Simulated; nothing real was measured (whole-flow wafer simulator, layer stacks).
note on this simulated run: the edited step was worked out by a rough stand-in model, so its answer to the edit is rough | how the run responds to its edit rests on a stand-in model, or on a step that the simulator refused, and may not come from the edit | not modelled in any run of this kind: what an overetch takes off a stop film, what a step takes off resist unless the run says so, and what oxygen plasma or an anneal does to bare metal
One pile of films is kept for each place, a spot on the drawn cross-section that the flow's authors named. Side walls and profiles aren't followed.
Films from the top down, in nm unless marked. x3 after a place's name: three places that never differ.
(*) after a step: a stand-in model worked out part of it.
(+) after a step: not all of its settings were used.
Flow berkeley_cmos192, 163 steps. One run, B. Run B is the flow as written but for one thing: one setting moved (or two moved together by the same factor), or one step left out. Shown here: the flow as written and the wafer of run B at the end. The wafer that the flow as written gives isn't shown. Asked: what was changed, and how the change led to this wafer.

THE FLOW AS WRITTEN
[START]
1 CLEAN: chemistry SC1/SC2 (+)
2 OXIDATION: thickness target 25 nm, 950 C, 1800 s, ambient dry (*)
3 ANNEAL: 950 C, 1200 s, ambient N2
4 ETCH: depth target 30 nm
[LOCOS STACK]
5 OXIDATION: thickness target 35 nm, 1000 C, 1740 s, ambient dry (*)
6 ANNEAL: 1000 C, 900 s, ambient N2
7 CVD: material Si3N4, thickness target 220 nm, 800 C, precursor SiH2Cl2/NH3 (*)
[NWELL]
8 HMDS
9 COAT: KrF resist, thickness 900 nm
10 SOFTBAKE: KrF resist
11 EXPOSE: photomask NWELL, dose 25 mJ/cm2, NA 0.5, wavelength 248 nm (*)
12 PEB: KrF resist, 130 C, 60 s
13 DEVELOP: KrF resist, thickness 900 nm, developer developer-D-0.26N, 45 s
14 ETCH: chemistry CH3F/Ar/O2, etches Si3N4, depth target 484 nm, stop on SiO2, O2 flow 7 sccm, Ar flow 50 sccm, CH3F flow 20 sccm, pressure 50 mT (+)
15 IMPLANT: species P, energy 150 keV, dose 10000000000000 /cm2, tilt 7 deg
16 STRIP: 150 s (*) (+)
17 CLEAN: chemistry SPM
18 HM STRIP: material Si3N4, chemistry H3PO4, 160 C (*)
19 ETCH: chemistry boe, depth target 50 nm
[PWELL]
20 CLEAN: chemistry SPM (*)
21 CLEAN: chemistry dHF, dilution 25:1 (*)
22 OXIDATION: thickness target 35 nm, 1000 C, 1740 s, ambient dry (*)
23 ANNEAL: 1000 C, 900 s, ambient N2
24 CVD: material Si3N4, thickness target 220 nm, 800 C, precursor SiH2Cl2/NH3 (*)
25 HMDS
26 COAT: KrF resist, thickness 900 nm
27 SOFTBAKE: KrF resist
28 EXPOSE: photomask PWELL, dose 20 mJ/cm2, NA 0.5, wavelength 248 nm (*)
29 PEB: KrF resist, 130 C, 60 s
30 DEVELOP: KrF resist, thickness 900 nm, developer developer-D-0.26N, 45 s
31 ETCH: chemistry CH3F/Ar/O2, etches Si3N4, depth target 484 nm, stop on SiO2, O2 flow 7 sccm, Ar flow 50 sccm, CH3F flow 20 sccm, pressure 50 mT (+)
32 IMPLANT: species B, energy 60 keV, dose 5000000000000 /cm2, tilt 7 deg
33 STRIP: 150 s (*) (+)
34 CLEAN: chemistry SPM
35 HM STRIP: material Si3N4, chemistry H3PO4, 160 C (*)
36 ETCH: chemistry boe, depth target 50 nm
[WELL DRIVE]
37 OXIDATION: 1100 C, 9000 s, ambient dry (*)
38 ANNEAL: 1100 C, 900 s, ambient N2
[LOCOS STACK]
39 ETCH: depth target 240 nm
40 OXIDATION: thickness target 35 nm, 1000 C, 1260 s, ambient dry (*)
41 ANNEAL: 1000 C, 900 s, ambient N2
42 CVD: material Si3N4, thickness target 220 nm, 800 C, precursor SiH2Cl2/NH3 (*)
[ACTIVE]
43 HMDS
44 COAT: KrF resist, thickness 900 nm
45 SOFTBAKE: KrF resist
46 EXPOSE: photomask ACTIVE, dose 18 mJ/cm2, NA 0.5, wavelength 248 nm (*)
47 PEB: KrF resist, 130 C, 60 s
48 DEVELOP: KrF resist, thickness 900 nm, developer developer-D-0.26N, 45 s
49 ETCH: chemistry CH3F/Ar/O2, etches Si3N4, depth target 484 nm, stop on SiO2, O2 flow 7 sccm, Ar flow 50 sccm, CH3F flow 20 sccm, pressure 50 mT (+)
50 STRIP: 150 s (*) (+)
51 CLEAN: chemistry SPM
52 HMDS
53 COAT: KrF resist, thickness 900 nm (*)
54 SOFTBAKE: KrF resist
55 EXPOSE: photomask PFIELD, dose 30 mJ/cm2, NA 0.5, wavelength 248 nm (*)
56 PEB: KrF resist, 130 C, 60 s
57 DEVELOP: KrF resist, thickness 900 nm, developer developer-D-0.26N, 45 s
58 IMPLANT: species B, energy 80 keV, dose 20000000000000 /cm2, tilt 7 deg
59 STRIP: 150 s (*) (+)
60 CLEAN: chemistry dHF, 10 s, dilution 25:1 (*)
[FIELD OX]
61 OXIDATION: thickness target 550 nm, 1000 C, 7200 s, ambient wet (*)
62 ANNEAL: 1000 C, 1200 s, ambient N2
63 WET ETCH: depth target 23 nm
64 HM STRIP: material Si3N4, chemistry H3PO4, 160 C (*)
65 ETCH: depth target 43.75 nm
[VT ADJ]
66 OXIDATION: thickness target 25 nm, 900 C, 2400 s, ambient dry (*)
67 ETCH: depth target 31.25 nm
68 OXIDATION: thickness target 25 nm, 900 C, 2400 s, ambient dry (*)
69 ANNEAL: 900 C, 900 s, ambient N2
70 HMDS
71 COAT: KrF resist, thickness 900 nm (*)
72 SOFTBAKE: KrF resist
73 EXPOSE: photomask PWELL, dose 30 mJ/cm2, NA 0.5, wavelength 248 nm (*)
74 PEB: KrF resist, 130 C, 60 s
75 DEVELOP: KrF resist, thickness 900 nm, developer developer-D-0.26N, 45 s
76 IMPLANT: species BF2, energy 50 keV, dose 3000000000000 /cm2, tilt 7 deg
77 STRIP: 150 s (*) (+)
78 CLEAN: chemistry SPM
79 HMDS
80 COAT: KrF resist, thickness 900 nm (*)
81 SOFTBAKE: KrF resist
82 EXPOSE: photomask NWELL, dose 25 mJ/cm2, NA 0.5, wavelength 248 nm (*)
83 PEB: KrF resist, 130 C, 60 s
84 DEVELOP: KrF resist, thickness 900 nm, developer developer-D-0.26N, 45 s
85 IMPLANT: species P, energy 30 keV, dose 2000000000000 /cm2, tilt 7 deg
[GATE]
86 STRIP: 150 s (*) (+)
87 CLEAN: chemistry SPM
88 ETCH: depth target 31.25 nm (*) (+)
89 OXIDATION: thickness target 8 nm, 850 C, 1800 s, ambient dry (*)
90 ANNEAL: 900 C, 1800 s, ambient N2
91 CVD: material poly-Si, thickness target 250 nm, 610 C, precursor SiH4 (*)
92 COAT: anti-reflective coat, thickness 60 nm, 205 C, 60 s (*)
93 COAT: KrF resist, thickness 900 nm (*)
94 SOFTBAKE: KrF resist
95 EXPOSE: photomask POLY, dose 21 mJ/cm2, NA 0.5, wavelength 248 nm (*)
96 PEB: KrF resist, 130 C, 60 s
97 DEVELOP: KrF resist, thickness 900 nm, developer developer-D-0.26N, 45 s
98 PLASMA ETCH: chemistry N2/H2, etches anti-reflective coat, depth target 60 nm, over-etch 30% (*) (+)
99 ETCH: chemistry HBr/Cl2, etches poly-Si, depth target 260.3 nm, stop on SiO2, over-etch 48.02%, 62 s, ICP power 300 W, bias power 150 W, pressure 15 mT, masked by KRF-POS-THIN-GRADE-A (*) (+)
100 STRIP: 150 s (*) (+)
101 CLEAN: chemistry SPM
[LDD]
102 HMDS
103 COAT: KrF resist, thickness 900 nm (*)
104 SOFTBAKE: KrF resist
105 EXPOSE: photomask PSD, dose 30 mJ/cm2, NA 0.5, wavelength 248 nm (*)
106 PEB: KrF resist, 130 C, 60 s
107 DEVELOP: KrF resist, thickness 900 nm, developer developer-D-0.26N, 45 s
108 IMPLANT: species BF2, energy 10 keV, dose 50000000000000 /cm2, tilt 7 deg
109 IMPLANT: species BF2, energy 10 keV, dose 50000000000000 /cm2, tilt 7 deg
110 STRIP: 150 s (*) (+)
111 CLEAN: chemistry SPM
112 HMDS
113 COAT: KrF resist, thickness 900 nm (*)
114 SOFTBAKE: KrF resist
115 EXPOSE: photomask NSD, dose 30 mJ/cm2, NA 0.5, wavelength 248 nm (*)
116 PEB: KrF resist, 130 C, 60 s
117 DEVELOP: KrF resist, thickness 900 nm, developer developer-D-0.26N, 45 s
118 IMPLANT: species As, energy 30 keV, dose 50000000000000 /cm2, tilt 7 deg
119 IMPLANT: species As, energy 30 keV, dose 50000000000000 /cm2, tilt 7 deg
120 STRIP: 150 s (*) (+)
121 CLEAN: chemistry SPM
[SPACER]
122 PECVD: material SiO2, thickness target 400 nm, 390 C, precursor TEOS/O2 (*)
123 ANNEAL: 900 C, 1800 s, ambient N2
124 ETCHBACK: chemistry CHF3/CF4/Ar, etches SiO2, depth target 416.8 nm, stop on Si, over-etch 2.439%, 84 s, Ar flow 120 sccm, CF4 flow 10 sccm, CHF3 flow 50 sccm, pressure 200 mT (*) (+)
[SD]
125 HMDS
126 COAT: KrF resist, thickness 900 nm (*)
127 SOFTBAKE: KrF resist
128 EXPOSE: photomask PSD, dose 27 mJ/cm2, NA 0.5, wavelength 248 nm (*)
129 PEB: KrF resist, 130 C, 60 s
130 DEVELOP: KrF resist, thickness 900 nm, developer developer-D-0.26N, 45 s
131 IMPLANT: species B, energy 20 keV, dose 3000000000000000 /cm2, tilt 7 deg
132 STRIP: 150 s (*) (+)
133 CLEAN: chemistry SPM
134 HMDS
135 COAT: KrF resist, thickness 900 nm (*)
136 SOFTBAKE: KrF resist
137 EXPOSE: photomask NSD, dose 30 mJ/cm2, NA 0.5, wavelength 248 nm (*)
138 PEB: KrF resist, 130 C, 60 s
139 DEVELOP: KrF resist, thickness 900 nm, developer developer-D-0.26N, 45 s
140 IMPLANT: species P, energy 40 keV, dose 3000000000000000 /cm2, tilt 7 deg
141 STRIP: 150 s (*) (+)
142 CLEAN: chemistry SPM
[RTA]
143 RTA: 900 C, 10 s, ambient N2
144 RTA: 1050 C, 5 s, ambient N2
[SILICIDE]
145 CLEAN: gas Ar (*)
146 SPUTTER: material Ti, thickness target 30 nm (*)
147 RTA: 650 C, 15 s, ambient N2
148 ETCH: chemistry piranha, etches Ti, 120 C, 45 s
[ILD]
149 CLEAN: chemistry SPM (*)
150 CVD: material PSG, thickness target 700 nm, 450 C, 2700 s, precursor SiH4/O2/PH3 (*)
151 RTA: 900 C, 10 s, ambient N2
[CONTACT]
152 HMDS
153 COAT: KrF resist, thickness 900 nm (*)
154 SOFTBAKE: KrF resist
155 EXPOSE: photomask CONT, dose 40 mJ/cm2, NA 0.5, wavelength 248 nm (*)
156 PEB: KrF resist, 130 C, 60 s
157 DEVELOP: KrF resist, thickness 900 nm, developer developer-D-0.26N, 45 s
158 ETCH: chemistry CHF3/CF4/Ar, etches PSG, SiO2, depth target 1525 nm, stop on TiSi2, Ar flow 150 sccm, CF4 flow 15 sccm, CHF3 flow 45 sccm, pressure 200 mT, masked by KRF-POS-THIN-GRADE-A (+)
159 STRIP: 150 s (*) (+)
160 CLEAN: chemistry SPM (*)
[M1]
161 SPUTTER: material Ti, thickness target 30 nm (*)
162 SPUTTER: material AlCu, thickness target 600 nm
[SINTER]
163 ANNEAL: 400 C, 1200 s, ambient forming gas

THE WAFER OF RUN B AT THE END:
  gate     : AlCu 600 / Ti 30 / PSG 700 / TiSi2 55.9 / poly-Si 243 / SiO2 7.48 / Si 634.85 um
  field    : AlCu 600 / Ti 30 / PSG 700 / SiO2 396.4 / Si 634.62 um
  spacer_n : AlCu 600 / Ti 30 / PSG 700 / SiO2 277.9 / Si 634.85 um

The cause: step 91, CVD: thickness target 302 nm was run, where the flow has thickness target 250 nm.

How the change led to this, step by step:
  91 CVD: material poly-Si, thickness target 250 nm, 610 C, precursor SiH4 (*)
      field, sd_n, spacer_n and 6 more: poly-Si +302 (new film) (as written it would be: poly-Si +250 (new film))
  92 COAT: anti-reflective coat, thickness 60 nm, 205 C, 60 s (*)
      field: anti-reflective coat +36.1 (new film) (as written it would be: anti-reflective coat +35.3 (new film))
      contact: anti-reflective coat +55.3 (new film) (as written it would be: anti-reflective coat +54 (new film))
  98 PLASMA ETCH: chemistry N2/H2, etches anti-reflective coat, depth target 60 nm, over-etch 30% (*) (+)
      field: anti-reflective coat -36.1 (all of it), poly-Si -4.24 (as written it would be: anti-reflective coat -35.3 (all of it), poly-Si -4.18)
      contact: anti-reflective coat -55.3 (all of it), poly-Si -3.75 (as written it would be: anti-reflective coat -54 (all of it), poly-Si -3.7)
  99 ETCH: chemistry HBr/Cl2, etches poly-Si, depth target 260.3 nm, stop on SiO2, over-etch 48.02%, 62 s, ICP power 300 W, bias power 150 W, pressure 15 mT, masked by KRF-POS-THIN-GRADE-A (*) (+)
      spacer_n, spacer_p: poly-Si -297.7 (all of it), SiO2 -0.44 (as written it would be: poly-Si -245.8 (all of it), SiO2 -1.74)
      field: poly-Si -297.8 (all of it), SiO2 -0.44 (as written it would be: poly-Si -245.8 (all of it), SiO2 -1.74)
      (and at 4 more places)
  103 COAT: KrF resist, thickness 900 nm (*)
      gate: KrF resist +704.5 (new film) (as written it would be: KrF resist +748 (new film))
      gate_p: KrF resist +700.6 (new film) (as written it would be: KrF resist +744.1 (new film))
  107 DEVELOP: KrF resist, thickness 900 nm, developer developer-D-0.26N, 45 s
      gate_p: KrF resist -699.5 (all of it) (as written it would be: KrF resist -742.9 (all of it))
  110 STRIP: 150 s (*) (+)
      gate: KrF resist -689.2 (all of it), chemical SiO2 +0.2, poly-Si -0.09 (as written it would be: KrF resist -732.7 (all of it), chemical SiO2 +0.2, poly-Si -0.09)
  113 COAT: KrF resist, thickness 900 nm (*)
      gate: KrF resist +704.4 (new film) (as written it would be: KrF resist +747.9 (new film))
      gate_p: KrF resist +700.4 (new film) (as written it would be: KrF resist +743.9 (new film))
  117 DEVELOP: KrF resist, thickness 900 nm, developer developer-D-0.26N, 45 s
      gate: KrF resist -703.3 (all of it) (as written it would be: KrF resist -746.8 (all of it))
  120 STRIP: 150 s (*) (+)
      gate_p: KrF resist -685.2 (all of it), chemical SiO2 +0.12, poly-Si -0.05 (as written it would be: KrF resist -728.6 (all of it), chemical SiO2 +0.12, poly-Si -0.05)
  124 ETCHBACK: chemistry CHF3/CF4/Ar, etches SiO2, depth target 416.8 nm, stop on Si, over-etch 2.439%, 84 s, Ar flow 120 sccm, CF4 flow 10 sccm, CHF3 flow 50 sccm, pressure 200 mT (*) (+)
      spacer_n: SiO2 -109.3 (as written it would be: SiO2 -160)
      spacer_p: SiO2 -109.2 (as written it would be: SiO2 -159.9)
  126 COAT: KrF resist, thickness 900 nm (*)
      spacer_n: KrF resist +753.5 (new film) (as written it would be: KrF resist +791.6 (new film))
      gate: KrF resist +734.3 (new film) (as written it would be: KrF resist +771.5 (new film))
      (and at 2 more places)
  130 DEVELOP: KrF resist, thickness 900 nm, developer developer-D-0.26N, 45 s
      spacer_p: KrF resist -746.7 (all of it) (as written it would be: KrF resist -784.6 (all of it))
      gate_p: KrF resist -727.3 (all of it) (as written it would be: KrF resist -764.3 (all of it))
  132 STRIP: 150 s (*) (+)
      spacer_n: KrF resist -738.1 (all of it) (as written it would be: KrF resist -776.1 (all of it))
      gate: chemical SiO2 +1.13 (new film), KrF resist -718.9 (all of it), poly-Si -0.5 (as written it would be: chemical SiO2 +1.13 (new film), KrF resist -756.1 (all of it), poly-Si -0.5)
  135 COAT: KrF resist, thickness 900 nm (*)
      spacer_n: KrF resist +753.8 (new film) (as written it would be: KrF resist +791.1 (new film))
      gate: KrF resist +733.9 (new film) (as written it would be: KrF resist +770.3 (new film))
      (and at 2 more places)
  139 DEVELOP: KrF resist, thickness 900 nm, developer developer-D-0.26N, 45 s
      spacer_n: KrF resist -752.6 (all of it) (as written it would be: KrF resist -789.9 (all of it))
      gate: KrF resist -732.8 (all of it) (as written it would be: KrF resist -769.1 (all of it))
  ... 2 more steps ...
  159 STRIP: 150 s (*) (+)
      spacer_n: KrF resist -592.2 (all of it) (as written it would be: KrF resist -620.3 (all of it))
      gate: KrF resist -575.4 (all of it) (as written it would be: KrF resist -600.1 (all of it))
      (and at 2 more places)
